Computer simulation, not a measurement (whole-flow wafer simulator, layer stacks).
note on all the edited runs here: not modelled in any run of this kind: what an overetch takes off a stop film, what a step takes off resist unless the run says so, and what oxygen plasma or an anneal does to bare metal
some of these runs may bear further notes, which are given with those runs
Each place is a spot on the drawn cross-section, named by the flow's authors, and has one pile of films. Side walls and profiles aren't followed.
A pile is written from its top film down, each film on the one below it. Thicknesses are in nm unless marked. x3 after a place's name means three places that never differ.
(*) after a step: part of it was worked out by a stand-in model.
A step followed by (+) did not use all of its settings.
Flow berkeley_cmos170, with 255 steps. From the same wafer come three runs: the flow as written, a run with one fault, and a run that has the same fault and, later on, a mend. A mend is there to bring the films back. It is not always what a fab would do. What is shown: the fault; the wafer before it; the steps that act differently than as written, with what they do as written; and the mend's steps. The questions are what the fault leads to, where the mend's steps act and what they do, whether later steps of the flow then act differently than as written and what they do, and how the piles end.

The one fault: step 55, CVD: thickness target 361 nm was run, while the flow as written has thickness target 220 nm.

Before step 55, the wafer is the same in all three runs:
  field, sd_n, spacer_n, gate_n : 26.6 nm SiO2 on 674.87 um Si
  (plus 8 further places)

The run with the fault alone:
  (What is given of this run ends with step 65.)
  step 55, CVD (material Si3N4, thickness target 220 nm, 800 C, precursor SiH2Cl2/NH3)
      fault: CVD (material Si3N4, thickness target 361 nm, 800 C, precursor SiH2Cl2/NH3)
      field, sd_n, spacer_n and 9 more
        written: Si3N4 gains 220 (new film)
        fault: Si3N4 gains 361 (new film)
  Later steps of the flow acting differently than as written:
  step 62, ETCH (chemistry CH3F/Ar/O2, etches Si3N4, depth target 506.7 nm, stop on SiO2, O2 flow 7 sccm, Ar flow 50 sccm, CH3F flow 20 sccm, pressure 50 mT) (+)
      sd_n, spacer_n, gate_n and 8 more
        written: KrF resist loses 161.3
        fault: KrF resist loses 255.3
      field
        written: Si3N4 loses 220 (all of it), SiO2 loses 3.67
        fault: Si3N4 loses 361 (all of it), SiO2 loses 3.67
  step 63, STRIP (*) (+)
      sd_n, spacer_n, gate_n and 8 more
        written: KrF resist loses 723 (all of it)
        fault: KrF resist loses 629 (all of it)
  The piles after step 65 differ from the flow's at sd_n, spacer_n, gate_n and 8 more by more than 2% or 0.5 nm, whichever is larger.
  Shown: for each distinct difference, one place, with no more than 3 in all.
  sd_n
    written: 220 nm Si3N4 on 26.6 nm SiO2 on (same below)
    fault: 361 nm Si3N4 on 26.6 nm SiO2 on (same below)

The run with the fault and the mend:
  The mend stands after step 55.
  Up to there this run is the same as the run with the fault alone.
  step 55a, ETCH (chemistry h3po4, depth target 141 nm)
      field, sd_n, spacer_n and 9 more
        Si3N4 loses 141
  Later steps of the flow that are run all act as written at every place that is followed.
  The piles end the same as the flow's at every place that both follow.
